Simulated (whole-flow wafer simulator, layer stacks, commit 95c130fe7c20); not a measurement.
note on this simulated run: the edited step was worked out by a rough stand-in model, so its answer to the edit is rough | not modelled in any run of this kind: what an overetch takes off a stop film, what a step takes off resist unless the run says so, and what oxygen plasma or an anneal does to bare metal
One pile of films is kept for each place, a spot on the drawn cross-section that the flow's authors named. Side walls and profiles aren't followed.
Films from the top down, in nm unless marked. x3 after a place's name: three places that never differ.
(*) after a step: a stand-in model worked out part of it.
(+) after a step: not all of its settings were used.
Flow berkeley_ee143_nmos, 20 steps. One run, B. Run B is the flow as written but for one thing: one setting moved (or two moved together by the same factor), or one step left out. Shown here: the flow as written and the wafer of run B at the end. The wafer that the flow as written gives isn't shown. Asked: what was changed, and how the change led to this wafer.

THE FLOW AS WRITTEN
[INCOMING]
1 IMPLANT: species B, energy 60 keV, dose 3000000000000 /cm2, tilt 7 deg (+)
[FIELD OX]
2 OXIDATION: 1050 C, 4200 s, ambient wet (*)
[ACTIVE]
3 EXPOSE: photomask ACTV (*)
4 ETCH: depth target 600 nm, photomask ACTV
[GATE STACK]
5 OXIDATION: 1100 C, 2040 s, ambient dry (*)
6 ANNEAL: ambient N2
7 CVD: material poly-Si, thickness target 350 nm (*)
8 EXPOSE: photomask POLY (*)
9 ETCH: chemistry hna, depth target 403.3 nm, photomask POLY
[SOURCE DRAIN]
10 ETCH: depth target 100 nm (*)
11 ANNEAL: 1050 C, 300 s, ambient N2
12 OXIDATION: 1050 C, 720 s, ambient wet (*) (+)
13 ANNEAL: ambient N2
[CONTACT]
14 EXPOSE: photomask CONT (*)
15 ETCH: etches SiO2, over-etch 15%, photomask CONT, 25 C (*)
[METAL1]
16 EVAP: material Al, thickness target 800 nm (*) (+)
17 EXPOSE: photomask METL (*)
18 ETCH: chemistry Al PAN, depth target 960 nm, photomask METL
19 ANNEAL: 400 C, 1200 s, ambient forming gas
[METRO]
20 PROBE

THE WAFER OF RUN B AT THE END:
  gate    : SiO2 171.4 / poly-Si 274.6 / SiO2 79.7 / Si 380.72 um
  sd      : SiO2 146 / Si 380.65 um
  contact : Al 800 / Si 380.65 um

The cause: step 12, OXIDATION: 504 s was run, where the flow has 720 s.

How the change led to this, step by step:
  12 OXIDATION: 1050 C, 720 s, ambient wet (*) (+)
      sd, contact: SiO2 +146 (new film), Si -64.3 (as written it would be: SiO2 +189.4 (new film), Si -83.4)
      gate: SiO2 +171.4 (new film), poly-Si -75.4 (as written it would be: SiO2 +217.6 (new film), poly-Si -95.7)
      (and at 1 more place)
  15 ETCH: etches SiO2, over-etch 15%, photomask CONT, 25 C (*)
      contact: SiO2 -146 (all of it) (as written it would be: SiO2 -189.4 (all of it))
